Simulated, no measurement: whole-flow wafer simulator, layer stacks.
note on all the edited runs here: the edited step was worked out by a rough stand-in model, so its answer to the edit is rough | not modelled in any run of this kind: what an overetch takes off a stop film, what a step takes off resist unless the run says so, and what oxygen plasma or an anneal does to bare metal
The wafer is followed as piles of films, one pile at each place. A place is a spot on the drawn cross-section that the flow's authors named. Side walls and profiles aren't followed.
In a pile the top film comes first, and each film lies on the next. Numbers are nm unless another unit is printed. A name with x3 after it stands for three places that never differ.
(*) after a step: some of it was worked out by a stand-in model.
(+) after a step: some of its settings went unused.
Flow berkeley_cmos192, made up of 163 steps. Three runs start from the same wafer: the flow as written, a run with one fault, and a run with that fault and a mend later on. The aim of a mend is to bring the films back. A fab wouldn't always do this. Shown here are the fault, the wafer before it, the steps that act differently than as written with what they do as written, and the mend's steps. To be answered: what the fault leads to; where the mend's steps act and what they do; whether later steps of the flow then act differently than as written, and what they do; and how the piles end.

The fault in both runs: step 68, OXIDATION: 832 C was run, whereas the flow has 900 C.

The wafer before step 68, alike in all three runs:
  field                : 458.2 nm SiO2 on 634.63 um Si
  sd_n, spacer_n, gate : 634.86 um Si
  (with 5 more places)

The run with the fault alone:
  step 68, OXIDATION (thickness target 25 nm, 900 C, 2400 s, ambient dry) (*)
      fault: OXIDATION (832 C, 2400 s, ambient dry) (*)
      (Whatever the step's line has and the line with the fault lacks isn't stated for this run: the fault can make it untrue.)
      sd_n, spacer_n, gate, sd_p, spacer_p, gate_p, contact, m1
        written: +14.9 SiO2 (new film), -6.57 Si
        fault: +7.36 SiO2 (new film), -3.24 Si
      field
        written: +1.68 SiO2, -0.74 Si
        fault: +0.46 SiO2, -0.2 Si
  Steps later in the flow that act otherwise than as written (39 more steps, not shown, differ only slightly: by at most 2% or 0.5 nm, whichever is larger):
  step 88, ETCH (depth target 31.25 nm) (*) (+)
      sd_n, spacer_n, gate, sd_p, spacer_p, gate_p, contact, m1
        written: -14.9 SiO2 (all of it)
        fault: -7.36 SiO2 (all of it)
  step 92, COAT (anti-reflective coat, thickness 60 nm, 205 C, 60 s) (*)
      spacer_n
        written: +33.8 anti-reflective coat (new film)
        fault: +34.9 anti-reflective coat (new film)
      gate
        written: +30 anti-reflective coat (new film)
        fault: +31.1 anti-reflective coat (new film)
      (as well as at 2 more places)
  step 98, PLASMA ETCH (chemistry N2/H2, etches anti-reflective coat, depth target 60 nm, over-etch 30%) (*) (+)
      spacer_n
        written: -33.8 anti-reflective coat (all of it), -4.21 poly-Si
        fault: -34.9 anti-reflective coat (all of it), -4.11 poly-Si
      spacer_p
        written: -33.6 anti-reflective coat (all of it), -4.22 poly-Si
        fault: -34.5 anti-reflective coat (all of it), -4.12 poly-Si
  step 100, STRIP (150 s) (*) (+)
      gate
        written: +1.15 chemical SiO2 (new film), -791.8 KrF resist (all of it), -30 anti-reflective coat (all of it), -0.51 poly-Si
        fault: +1.15 chemical SiO2 (new film), -788.7 KrF resist (all of it), -31.1 anti-reflective coat (all of it), -0.51 poly-Si
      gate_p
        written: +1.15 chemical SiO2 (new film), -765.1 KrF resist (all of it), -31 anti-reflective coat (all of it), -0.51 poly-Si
        fault: +1.15 chemical SiO2 (new film), -762.9 KrF resist (all of it), -31.9 anti-reflective coat (all of it), -0.51 poly-Si
  The piles end only slightly different from the flow's at the places that both follow, by no more than 2% or 0.5 nm, whichever is larger.

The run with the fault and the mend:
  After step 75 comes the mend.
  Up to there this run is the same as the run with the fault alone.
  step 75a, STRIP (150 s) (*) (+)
      sd_p
        -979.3 KrF resist (all of it)
      spacer_p
        -960.5 KrF resist (all of it)
      gate_p
        -959.6 KrF resist (all of it)
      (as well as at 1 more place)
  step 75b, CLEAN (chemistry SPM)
      leaves every film unchanged at each place that is followed
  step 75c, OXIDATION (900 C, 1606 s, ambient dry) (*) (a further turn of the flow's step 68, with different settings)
      sd_n, spacer_n, gate, sd_p, spacer_p, gate_p, contact, m1
        +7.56 SiO2, -3.33 Si
      field
        +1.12 SiO2, -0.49 Si
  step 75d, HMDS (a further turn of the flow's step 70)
      leaves every film unchanged at each place that is followed
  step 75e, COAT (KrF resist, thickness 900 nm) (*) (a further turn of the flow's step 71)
      spacer_n, gate
        +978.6 KrF resist (new film)
      field
        +842.4 KrF resist (new film)
      sd_n
        +1013.2 KrF resist (new film)
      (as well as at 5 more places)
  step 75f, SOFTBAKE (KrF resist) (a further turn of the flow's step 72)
      leaves every film unchanged at each place that is followed
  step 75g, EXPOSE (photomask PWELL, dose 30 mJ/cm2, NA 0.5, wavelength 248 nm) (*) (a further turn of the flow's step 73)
      leaves every film unchanged at each place that is followed
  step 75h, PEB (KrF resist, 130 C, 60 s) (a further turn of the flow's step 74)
      sd_n, m1
        -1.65 KrF resist
      spacer_n, gate
        -1.58 KrF resist
      spacer_p, gate_p
        -1.57 KrF resist
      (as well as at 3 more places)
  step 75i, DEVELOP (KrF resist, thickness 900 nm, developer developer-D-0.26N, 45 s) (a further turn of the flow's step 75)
      sd_p, spacer_p, gate_p, m1
        -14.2 KrF resist
      spacer_n, gate
        -977 KrF resist (all of it)
      field
        -841.1 KrF resist (all of it)
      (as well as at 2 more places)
  Every later step of the flow that is run acts as written, at every place that is followed, to within 2% or 0.5 nm, whichever is larger.
  The piles end only slightly different from the flow's at the places that both follow, by no more than 2% or 0.5 nm, whichever is larger.
